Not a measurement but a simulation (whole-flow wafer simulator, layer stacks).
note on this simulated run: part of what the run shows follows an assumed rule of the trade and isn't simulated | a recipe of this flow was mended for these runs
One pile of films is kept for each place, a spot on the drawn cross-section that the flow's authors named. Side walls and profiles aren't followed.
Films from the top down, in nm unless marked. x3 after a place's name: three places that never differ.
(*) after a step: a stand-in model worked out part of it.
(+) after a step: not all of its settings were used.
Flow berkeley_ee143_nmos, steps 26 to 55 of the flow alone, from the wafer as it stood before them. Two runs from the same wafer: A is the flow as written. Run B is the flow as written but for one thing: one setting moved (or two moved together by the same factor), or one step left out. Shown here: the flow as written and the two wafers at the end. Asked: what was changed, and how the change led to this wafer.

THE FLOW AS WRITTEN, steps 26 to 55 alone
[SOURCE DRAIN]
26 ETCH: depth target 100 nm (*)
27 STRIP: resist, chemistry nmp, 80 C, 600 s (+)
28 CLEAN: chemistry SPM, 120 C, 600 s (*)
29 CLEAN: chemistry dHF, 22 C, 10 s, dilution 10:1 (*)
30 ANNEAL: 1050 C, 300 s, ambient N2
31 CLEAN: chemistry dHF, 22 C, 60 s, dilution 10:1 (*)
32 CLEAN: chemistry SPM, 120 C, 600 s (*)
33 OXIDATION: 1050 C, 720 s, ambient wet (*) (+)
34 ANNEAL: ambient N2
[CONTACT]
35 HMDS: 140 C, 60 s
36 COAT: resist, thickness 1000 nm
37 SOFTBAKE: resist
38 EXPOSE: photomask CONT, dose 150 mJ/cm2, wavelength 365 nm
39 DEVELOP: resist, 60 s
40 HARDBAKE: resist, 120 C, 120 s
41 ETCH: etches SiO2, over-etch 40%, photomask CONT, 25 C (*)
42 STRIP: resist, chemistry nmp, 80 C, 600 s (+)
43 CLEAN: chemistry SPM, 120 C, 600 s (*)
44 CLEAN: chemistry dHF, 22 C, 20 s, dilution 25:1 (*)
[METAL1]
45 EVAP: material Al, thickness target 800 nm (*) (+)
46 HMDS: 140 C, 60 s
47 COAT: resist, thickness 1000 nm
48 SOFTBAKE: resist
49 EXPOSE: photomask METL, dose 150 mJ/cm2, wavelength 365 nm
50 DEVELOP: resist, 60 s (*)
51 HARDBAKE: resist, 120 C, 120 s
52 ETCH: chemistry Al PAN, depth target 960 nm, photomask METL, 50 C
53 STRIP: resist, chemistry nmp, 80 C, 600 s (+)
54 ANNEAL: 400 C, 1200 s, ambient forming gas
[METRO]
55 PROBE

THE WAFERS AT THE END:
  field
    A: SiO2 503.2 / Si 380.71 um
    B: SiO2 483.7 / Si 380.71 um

The cause: step 26, ETCH: depth target 122 nm was run, where the flow has depth target 100 nm.

How the change led to this, step by step:
  26 ETCH: depth target 100 nm (*)
      field: A SiO2 -100 | B SiO2 -122
  33 OXIDATION: 1050 C, 720 s, ambient wet (*) (+)
      field: A SiO2 +73.9, Si -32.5 | B SiO2 +76.4, Si -33.6
